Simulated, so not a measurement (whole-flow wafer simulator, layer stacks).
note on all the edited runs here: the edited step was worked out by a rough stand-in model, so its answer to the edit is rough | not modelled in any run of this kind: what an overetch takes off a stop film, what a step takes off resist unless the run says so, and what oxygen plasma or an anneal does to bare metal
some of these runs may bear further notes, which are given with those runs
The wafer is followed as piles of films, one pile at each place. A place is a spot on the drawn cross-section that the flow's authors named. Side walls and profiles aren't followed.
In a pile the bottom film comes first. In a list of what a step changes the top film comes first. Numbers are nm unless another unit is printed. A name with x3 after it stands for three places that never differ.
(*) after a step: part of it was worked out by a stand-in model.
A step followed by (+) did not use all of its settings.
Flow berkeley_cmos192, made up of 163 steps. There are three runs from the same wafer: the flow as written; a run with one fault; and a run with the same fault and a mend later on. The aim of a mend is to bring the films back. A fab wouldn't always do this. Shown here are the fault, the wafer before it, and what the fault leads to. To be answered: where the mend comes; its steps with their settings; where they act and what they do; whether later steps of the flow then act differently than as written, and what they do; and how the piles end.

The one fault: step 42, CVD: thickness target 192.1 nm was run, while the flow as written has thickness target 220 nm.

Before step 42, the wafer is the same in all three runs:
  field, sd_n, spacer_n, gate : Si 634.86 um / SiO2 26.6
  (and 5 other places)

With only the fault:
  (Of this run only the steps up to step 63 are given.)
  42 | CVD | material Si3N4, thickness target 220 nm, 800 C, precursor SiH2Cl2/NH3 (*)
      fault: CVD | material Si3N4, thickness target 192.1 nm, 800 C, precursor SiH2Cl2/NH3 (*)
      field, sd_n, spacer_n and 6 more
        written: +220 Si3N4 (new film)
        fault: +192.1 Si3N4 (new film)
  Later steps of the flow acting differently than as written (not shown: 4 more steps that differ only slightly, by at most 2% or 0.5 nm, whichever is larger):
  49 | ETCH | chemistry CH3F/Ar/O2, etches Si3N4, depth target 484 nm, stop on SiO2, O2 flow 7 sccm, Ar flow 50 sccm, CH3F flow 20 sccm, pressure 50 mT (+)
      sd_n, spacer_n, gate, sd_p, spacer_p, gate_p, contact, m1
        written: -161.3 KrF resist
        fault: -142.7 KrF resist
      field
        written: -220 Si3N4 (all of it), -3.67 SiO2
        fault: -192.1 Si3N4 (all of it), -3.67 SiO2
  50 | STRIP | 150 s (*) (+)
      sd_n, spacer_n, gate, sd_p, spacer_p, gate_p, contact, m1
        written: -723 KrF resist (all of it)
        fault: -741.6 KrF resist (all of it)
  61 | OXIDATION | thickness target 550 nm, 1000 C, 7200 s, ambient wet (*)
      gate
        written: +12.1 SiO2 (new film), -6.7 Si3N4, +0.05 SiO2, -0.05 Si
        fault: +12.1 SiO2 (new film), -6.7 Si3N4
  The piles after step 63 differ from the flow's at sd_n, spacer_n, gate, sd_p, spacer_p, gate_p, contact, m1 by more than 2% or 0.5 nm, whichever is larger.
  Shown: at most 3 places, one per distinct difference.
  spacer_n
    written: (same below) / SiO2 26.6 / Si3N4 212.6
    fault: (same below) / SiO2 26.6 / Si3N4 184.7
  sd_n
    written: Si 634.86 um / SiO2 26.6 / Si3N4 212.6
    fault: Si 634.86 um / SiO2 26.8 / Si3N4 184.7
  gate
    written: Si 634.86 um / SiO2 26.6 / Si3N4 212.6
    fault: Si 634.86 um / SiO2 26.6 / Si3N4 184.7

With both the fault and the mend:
  The mend stands after step 42.
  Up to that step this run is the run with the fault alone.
  42a | CVD | material Si3N4, thickness target 27.94 nm, 800 C, precursor SiH2Cl2/NH3 (*) (a further turn of the flow's step 42, with different settings)
      field, sd_n, spacer_n and 6 more
        +27.9 Si3N4
  Every later step of the flow that is run acts as written, at every place that is followed, to within 2% or 0.5 nm, whichever is larger.
  At every place that both follow, the piles at the end match the flow's.
